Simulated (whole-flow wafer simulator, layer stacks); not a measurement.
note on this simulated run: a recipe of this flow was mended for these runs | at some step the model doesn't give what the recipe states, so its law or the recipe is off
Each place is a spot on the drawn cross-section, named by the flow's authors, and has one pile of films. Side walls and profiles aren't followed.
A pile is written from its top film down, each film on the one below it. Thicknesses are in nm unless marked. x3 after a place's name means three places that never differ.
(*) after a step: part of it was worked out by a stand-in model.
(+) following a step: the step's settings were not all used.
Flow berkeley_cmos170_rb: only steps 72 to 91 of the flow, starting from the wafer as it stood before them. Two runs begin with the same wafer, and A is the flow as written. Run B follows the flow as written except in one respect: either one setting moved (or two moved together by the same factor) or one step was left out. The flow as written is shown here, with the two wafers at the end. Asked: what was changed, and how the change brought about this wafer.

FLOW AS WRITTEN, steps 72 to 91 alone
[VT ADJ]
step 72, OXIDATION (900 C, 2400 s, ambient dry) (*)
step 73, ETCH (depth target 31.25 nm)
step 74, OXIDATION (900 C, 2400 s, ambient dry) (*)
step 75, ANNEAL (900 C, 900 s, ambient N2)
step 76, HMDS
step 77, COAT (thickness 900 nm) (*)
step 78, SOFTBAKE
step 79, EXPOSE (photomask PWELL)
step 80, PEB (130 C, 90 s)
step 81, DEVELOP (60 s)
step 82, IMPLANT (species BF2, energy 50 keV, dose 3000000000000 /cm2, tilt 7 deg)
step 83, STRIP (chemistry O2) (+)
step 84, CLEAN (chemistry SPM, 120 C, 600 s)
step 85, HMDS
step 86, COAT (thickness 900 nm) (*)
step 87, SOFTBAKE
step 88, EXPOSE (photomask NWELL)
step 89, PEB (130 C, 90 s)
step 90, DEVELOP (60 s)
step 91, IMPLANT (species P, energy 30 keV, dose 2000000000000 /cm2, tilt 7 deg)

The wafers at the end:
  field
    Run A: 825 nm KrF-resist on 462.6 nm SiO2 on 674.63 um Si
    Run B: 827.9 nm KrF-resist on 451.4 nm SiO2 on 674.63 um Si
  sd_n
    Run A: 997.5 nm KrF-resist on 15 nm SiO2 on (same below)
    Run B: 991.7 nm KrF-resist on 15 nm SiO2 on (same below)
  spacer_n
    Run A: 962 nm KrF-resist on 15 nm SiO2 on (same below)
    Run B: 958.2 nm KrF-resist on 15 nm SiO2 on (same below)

What caused this: step 73, ETCH: depth target 42.5 nm was run, while the flow as written has depth target 31.25 nm.

The path from the change to this, step by step:
  step 73, ETCH (depth target 31.25 nm)
      field: A SiO2 loses 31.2 | B SiO2 loses 42.5
